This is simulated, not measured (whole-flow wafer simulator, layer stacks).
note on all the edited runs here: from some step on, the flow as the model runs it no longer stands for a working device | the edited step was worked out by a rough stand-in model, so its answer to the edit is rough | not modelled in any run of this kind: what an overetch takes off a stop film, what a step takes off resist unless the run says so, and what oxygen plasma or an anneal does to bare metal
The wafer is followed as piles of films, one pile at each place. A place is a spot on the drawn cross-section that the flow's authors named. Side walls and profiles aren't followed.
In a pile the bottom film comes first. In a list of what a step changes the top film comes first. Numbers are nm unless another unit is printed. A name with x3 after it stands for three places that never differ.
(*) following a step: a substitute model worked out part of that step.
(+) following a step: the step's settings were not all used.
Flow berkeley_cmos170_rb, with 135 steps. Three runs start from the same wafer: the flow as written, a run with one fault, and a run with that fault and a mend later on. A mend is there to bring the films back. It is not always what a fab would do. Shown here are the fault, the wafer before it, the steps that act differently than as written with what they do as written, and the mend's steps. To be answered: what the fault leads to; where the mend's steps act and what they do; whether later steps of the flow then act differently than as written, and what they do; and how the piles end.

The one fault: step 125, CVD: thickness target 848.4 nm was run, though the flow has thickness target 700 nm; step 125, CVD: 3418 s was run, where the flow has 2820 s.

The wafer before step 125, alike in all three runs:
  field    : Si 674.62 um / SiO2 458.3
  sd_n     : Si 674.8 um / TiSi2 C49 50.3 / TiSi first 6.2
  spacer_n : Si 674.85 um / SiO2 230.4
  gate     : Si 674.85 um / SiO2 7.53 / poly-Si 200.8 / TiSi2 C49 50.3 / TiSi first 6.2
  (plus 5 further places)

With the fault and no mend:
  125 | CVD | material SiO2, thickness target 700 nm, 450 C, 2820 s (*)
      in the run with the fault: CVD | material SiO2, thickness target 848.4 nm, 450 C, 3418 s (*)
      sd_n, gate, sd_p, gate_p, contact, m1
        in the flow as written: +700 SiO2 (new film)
        in the run with the fault: +848.4 SiO2 (new film)
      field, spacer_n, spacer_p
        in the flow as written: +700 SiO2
        in the run with the fault: +848.4 SiO2
  Steps later in the flow that act otherwise than as written (3 more steps, not shown, differ only slightly: by at most 2% or 0.5 nm, whichever is larger):
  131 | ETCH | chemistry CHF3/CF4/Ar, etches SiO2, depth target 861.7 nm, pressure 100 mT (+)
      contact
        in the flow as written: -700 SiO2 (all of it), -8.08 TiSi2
        in the run with the fault: -848.4 SiO2 (all of it), -0.66 TiSi2
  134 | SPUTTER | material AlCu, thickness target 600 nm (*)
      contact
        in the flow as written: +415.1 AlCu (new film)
        in the run with the fault: +382.2 AlCu (new film)
  By the end, the piles at field, sd_n, spacer_n and 6 more depart from the flow's by more than 2% or 0.5 nm, whichever is larger.
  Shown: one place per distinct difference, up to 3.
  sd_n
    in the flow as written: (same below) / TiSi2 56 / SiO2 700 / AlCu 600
    in the run with the fault: (same below) / TiSi2 56 / SiO2 848.4 / AlCu 600
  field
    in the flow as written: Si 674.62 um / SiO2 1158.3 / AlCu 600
    in the run with the fault: Si 674.62 um / SiO2 1306.7 / AlCu 600
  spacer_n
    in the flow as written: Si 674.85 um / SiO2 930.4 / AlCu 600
    in the run with the fault: Si 674.85 um / SiO2 1078.8 / AlCu 600

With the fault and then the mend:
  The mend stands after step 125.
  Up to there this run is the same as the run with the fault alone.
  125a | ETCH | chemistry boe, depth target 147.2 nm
      field, sd_n, spacer_n and 6 more
        -147.2 SiO2
  None of the later steps of the flow differs from how it acts as written, at any place that is followed, by more than 2% or 0.5 nm, whichever is larger.
  The piles end only slightly different from the flow's at the places that both follow, by no more than 2% or 0.5 nm, whichever is larger.
